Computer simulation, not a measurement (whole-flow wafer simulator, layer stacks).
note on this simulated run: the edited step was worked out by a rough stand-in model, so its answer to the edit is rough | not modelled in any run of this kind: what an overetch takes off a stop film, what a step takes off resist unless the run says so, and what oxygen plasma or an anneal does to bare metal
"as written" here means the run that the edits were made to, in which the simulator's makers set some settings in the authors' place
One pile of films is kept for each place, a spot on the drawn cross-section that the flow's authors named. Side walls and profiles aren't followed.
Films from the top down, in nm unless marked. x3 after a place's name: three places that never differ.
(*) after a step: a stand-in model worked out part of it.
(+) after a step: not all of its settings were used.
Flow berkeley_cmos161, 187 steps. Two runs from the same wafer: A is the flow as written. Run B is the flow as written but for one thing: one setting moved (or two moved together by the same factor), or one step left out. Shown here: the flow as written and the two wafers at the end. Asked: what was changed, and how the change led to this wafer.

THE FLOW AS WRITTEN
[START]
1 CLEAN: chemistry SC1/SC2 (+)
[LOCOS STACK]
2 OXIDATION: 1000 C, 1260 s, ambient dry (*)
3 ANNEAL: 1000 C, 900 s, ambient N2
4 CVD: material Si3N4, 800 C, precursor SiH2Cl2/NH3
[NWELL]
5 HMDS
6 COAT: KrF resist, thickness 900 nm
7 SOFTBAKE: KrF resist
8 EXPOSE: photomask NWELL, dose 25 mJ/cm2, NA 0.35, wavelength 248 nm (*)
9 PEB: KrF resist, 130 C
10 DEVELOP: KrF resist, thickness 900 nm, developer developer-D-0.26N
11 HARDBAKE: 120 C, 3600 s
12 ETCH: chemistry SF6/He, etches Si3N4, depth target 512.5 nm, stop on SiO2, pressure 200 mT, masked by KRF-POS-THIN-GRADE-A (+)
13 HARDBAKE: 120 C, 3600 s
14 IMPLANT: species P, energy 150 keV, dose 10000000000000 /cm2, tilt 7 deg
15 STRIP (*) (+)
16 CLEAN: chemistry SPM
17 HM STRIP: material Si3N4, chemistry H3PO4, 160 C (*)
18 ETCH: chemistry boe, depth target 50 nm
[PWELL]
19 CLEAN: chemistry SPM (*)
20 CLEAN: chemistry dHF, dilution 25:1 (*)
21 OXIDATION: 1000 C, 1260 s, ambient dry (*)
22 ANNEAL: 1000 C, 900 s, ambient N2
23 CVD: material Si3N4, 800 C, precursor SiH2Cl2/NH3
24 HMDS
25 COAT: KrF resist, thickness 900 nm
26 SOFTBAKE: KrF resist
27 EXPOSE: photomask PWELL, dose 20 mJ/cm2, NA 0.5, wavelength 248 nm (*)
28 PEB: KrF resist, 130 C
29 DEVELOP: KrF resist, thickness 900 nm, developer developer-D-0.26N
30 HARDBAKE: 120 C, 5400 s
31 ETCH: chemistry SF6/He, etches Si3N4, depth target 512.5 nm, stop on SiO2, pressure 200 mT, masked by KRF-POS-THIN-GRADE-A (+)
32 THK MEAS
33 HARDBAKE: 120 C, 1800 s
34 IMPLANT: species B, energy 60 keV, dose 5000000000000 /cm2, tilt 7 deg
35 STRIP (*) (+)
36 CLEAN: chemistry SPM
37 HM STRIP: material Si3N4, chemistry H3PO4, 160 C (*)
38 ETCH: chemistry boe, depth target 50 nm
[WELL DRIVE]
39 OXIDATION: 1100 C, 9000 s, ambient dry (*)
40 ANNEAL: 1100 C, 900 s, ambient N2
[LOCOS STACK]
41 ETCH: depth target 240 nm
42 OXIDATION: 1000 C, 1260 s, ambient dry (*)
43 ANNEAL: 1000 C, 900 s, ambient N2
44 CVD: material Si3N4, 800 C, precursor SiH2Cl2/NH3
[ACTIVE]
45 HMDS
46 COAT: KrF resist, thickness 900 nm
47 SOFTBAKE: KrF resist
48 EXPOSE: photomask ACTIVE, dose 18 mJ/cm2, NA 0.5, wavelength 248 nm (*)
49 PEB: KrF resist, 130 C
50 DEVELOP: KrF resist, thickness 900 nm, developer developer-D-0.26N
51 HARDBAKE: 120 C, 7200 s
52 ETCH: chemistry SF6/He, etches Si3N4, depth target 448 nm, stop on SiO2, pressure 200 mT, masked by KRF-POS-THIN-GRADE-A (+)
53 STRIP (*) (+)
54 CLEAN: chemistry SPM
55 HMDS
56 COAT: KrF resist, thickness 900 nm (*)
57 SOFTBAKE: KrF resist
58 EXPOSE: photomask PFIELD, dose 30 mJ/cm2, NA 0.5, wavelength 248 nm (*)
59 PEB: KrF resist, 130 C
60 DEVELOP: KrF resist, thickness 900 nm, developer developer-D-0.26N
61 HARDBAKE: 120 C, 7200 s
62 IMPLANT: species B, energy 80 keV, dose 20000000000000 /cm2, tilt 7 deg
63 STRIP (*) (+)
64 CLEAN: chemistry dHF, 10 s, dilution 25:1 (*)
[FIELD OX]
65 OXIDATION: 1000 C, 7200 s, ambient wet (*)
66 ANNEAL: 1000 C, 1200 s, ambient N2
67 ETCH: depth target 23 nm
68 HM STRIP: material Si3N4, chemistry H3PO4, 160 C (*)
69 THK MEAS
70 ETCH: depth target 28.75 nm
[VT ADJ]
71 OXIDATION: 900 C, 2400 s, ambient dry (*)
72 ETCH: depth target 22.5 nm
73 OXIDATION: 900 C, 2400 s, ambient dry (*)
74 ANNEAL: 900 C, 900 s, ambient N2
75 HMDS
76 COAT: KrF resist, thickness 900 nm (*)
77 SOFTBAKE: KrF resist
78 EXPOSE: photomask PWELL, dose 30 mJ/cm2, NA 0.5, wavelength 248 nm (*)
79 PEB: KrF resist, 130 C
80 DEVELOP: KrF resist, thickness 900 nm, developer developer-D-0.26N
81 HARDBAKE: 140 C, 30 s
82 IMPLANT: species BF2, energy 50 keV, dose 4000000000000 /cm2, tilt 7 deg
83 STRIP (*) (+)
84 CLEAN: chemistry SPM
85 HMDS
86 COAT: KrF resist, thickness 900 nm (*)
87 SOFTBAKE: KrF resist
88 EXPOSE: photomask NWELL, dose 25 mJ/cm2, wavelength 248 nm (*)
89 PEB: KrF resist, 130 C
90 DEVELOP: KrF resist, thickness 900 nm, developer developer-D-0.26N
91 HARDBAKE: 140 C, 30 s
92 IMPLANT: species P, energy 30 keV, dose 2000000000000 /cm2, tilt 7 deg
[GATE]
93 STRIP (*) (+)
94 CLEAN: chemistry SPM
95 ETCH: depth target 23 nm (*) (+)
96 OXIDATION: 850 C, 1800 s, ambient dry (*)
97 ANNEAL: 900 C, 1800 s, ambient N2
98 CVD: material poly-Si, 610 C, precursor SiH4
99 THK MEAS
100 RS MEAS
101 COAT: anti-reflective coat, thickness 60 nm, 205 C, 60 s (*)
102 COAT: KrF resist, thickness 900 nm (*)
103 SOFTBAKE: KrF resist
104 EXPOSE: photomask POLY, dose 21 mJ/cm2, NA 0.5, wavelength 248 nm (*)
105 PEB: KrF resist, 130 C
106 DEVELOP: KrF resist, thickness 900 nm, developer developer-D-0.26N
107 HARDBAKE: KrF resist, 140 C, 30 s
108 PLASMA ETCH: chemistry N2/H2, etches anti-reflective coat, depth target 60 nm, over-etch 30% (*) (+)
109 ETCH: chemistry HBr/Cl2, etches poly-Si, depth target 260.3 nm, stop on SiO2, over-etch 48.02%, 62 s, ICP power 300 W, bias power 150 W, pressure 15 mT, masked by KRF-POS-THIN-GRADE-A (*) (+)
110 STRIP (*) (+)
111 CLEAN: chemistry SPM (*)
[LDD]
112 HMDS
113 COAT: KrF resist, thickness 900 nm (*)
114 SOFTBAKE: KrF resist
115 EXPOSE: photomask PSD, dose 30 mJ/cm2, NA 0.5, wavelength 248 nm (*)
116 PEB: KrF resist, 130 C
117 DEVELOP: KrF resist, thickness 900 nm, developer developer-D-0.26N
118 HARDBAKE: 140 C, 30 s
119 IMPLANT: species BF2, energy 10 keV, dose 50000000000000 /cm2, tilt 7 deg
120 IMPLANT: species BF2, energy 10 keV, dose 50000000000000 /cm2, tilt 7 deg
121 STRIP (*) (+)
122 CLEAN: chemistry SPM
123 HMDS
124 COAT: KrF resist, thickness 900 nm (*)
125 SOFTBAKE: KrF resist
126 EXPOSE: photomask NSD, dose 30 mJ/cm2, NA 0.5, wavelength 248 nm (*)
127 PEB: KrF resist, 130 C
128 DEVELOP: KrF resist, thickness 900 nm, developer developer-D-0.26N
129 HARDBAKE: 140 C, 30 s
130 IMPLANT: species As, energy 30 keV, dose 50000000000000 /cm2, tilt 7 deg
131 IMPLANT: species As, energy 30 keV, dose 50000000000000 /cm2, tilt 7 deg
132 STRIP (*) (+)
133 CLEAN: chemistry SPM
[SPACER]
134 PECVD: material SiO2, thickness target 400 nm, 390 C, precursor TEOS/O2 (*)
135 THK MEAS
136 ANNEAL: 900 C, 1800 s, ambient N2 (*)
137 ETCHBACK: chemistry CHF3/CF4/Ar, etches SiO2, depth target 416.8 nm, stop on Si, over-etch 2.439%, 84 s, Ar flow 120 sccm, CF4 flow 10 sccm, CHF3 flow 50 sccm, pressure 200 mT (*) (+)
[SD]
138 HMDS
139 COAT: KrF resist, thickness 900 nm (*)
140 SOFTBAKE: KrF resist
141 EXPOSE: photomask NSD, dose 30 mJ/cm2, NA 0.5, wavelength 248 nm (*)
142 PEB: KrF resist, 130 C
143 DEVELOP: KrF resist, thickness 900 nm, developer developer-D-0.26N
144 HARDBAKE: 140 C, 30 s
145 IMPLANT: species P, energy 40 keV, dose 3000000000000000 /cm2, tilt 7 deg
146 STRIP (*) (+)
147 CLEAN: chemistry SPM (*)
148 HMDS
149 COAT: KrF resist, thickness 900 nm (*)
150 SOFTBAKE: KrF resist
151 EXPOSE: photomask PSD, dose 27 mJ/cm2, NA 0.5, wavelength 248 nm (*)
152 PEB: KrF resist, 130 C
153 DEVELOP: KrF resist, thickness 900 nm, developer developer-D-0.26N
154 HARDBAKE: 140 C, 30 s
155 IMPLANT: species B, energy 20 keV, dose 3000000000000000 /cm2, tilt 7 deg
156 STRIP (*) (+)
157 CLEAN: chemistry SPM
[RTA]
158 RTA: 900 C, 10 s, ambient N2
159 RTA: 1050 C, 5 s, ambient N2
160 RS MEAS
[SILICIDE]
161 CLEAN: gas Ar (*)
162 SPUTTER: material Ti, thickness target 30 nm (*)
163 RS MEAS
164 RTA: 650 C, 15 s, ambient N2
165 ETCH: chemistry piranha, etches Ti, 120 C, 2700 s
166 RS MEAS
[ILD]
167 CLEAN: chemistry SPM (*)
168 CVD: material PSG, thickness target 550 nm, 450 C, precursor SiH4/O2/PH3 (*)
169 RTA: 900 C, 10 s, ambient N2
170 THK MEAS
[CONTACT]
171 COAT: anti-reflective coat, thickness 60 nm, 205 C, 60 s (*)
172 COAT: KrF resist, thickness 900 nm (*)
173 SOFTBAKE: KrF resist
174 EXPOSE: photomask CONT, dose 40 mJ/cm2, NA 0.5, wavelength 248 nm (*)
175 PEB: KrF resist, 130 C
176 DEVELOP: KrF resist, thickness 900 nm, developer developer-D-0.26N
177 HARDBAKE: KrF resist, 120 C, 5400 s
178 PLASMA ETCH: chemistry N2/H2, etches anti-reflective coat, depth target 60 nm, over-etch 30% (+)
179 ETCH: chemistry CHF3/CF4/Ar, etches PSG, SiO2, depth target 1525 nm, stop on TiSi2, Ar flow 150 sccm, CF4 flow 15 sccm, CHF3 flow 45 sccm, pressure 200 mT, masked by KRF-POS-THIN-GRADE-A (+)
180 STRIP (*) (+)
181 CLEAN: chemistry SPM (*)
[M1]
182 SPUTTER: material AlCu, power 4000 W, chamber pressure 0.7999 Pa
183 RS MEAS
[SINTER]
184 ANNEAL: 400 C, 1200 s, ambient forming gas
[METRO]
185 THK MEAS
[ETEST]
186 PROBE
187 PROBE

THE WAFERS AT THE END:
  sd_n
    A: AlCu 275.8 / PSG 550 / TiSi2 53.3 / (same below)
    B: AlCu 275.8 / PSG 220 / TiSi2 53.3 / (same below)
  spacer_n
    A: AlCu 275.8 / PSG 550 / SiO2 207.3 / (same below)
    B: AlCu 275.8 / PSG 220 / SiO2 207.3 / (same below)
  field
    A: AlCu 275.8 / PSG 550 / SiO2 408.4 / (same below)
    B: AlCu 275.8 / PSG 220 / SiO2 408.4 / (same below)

The cause: step 168, CVD: thickness target 220 nm was run, where the flow has thickness target 550 nm.
It can be read off the wafer: sd_n has PSG 220, and step 168 as written asks for 550 nm.

How the change led to this, step by step:
  168 CVD: material PSG, thickness target 550 nm, 450 C, precursor SiH4/O2/PH3 (*)
      field, sd_n, spacer_n, gate_n, spacer_p, gate_p, contact, m1: A PSG +550 (new film) | B PSG +220 (new film)
      sd_p: A PSG +521.9 (new film) | B PSG +210.6 (new film)
  171 COAT: anti-reflective coat, thickness 60 nm, 205 C, 60 s (*)
      field: A anti-reflective coat +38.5 (new film) | B anti-reflective coat +35.9 (new film)
      sd_n: A anti-reflective coat +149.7 (new film) | B anti-reflective coat +140.2 (new film)
      (and at 6 more places)
  178 PLASMA ETCH: chemistry N2/H2, etches anti-reflective coat, depth target 60 nm, over-etch 30% (+)
      field, sd_n, spacer_n, gate_n, sd_p, spacer_p, gate_p, m1: A KrF resist -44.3 | B KrF resist -40.7
      contact: A anti-reflective coat -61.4 (all of it), PSG -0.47 | B anti-reflective coat -56.4 (all of it), PSG -0.43
  179 ETCH: chemistry CHF3/CF4/Ar, etches PSG, SiO2, depth target 1525 nm, stop on TiSi2, Ar flow 150 sccm, CF4 flow 15 sccm, CHF3 flow 45 sccm, pressure 200 mT, masked by KRF-POS-THIN-GRADE-A (+)
      field, sd_n, spacer_n, gate_n, sd_p, spacer_p, gate_p, m1: A KrF resist -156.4 | B KrF resist -74
      contact: A PSG -549.5 (all of it), TiSi2 -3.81 | B PSG -219.6 (all of it), TiSi2 -3.81
  180 STRIP (*) (+)
      field: A KrF resist -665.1 (all of it), anti-reflective coat -38.5 (all of it) | B KrF resist -750 (all of it), anti-reflective coat -35.9 (all of it)
      sd_n: A KrF resist -692.5 (all of it), anti-reflective coat -149.7 (all of it) | B KrF resist -785 (all of it), anti-reflective coat -140.2 (all of it)
      (and at 6 more places)
  182 SPUTTER: material AlCu, power 4000 W, chamber pressure 0.7999 Pa
      contact: A AlCu +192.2 (new film) | B AlCu +241.3 (new film)
